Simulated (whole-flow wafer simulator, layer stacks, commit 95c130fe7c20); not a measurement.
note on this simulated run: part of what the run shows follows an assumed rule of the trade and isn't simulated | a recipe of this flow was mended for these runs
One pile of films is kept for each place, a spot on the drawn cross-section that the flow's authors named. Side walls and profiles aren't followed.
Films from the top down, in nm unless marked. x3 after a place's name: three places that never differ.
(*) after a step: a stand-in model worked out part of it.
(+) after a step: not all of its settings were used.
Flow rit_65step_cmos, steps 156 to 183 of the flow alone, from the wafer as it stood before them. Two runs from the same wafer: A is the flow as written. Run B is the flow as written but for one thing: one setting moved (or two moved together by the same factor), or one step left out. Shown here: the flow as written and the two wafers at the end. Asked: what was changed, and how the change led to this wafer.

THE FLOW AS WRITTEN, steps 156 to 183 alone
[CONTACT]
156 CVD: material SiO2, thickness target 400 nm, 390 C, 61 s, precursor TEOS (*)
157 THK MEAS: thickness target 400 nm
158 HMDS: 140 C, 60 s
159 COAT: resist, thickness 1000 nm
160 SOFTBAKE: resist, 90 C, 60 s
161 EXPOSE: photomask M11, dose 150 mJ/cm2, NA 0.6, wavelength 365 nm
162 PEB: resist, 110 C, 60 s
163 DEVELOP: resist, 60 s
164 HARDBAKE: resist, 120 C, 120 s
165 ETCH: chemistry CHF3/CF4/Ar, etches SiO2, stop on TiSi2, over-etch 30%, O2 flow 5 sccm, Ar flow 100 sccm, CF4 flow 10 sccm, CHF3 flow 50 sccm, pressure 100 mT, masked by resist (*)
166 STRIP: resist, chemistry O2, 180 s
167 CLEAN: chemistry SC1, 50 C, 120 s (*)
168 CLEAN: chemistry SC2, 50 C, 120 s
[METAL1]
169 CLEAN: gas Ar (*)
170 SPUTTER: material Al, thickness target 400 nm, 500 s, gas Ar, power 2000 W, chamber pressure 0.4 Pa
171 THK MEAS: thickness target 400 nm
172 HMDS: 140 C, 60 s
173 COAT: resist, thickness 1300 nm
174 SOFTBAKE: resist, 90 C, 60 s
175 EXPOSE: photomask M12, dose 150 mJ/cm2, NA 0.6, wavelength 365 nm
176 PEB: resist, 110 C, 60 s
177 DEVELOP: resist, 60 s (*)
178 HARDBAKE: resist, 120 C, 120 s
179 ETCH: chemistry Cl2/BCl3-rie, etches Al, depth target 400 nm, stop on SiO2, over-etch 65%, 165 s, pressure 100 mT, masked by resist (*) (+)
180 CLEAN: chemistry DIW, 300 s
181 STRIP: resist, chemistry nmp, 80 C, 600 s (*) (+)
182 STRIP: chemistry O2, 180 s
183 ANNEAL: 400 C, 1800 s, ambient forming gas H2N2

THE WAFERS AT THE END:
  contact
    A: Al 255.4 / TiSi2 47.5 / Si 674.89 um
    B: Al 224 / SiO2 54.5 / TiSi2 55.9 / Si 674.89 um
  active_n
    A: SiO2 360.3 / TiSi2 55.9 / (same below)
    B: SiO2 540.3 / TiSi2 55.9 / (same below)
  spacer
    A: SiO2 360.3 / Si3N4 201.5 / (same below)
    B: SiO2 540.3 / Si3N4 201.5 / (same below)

The cause: step 156, CVD: thickness target 580 nm was run, where the flow has thickness target 400 nm; step 156, CVD: 88 s was run, where the flow has 61 s.

How the change led to this, step by step:
  156 CVD: material SiO2, thickness target 400 nm, 390 C, 61 s, precursor TEOS (*)
      active_n, active_p, gate_n and 7 more: A SiO2 +400 (new film) | B SiO2 +580 (new film)
      field, field_pw, field_nw, field_p: A SiO2 +400 | B SiO2 +580
  165 ETCH: chemistry CHF3/CF4/Ar, etches SiO2, stop on TiSi2, over-etch 30%, O2 flow 5 sccm, Ar flow 100 sccm, CF4 flow 10 sccm, CHF3 flow 50 sccm, pressure 100 mT, masked by resist (*)
      contact: A SiO2 -400 (all of it), TiSi2 -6 | B SiO2 -520
  169 CLEAN: gas Ar (*)
      contact: A TiSi2 -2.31 | B SiO2 -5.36
  170 SPUTTER: material Al, thickness target 400 nm, 500 s, gas Ar, power 2000 W, chamber pressure 0.4 Pa
      contact: A Al +255.4 (new film) | B Al +224 (new film)
  173 COAT: resist, thickness 1300 nm
      contact: A resist +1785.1 (new film) | B resist +1914 (new film)
  176 PEB: resist, 110 C, 60 s
      contact: A resist -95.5 | B resist -102.8
  178 HARDBAKE: resist, 120 C, 120 s
      contact: A resist -62.1 | B resist -67.2
  181 STRIP: resist, chemistry nmp, 80 C, 600 s (*) (+)
      contact: A resist -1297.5 (all of it) | B resist -1414 (all of it)
